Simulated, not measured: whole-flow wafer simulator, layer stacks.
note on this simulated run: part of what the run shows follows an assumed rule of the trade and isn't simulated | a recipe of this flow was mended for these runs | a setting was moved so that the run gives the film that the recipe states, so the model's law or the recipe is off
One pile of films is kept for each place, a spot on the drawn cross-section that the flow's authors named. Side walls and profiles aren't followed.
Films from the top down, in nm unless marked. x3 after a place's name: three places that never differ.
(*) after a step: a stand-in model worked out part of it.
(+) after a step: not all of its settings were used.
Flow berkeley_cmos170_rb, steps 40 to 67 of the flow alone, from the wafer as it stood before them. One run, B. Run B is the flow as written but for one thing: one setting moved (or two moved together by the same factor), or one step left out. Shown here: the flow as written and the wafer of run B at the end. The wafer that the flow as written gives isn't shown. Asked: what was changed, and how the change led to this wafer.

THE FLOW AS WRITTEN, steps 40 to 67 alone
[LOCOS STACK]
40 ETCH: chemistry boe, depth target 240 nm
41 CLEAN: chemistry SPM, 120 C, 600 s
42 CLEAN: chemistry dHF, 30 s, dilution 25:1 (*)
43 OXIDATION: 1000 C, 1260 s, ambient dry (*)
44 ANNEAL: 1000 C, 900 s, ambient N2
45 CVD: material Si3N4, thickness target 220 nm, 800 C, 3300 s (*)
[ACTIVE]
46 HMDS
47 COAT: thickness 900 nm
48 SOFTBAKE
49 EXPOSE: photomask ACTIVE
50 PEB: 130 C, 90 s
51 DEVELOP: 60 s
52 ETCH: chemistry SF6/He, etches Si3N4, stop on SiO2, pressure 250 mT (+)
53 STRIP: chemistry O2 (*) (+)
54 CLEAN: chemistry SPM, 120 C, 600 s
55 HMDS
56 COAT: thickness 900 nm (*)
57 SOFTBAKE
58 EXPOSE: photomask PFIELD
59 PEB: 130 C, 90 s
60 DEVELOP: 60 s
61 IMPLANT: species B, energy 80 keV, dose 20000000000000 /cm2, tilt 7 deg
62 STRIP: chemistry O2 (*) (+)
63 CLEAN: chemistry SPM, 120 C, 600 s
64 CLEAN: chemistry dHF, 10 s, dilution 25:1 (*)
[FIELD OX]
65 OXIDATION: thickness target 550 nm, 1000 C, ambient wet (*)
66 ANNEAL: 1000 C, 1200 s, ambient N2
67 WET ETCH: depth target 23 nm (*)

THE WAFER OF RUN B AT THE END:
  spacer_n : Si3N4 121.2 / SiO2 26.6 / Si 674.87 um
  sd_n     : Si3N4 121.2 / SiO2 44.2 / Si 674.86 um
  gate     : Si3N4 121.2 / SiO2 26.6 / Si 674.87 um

The cause: step 45, CVD: 765 C was run, where the flow has 800 C.

How the change led to this, step by step:
  45 CVD: material Si3N4, thickness target 220 nm, 800 C, 3300 s (*)
      field, sd_n, spacer_n and 6 more: Si3N4 +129 (new film) (as written it would be: Si3N4 +220 (new film))
  52 ETCH: chemistry SF6/He, etches Si3N4, stop on SiO2, pressure 250 mT (+)
      sd_n, spacer_n, gate, sd_p, spacer_p, gate_p, contact, m1: KrF-resist -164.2 (as written it would be: KrF-resist -263)
      field: Si3N4 -129 (all of it), SiO2 -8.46 (as written it would be: Si3N4 -220 (all of it), SiO2 -8.46)
  53 STRIP: chemistry O2 (*) (+)
      sd_n, spacer_n, gate, sd_p, spacer_p, gate_p, contact, m1: KrF-resist -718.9 (all of it) (as written it would be: KrF-resist -620 (all of it))
  56 COAT: thickness 900 nm (*)
      field: KrF-resist +937.4 (new film) (as written it would be: KrF-resist +962.5 (new film))
      sd_n: KrF-resist +829.1 (new film) (as written it would be: KrF-resist +782.7 (new film))
      (and at 7 more places)
  60 DEVELOP: 60 s
      field: KrF-resist -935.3 (all of it) (as written it would be: KrF-resist -960.3 (all of it))
  62 STRIP: chemistry O2 (*) (+)
      sd_n: KrF-resist -812.4 (all of it) (as written it would be: KrF-resist -766.1 (all of it))
      spacer_n: KrF-resist -831.8 (all of it) (as written it would be: KrF-resist -799.5 (all of it))
      (and at 6 more places)
  65 OXIDATION: thickness target 550 nm, 1000 C, ambient wet (*)
      gate: SiO2 +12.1 (new film), Si3N4 -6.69 (as written it would be: SiO2 +12.1 (new film), Si3N4 -6.69, SiO2 +0.05, Si -0.05)
      sd_n: SiO2 +12.1 (new film), Si3N4 -6.69, SiO2 +17.7, Si -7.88 (as written it would be: SiO2 +12.1 (new film), Si3N4 -6.69, SiO2 +1.54, Si -0.56)
      (and at 1 more place)
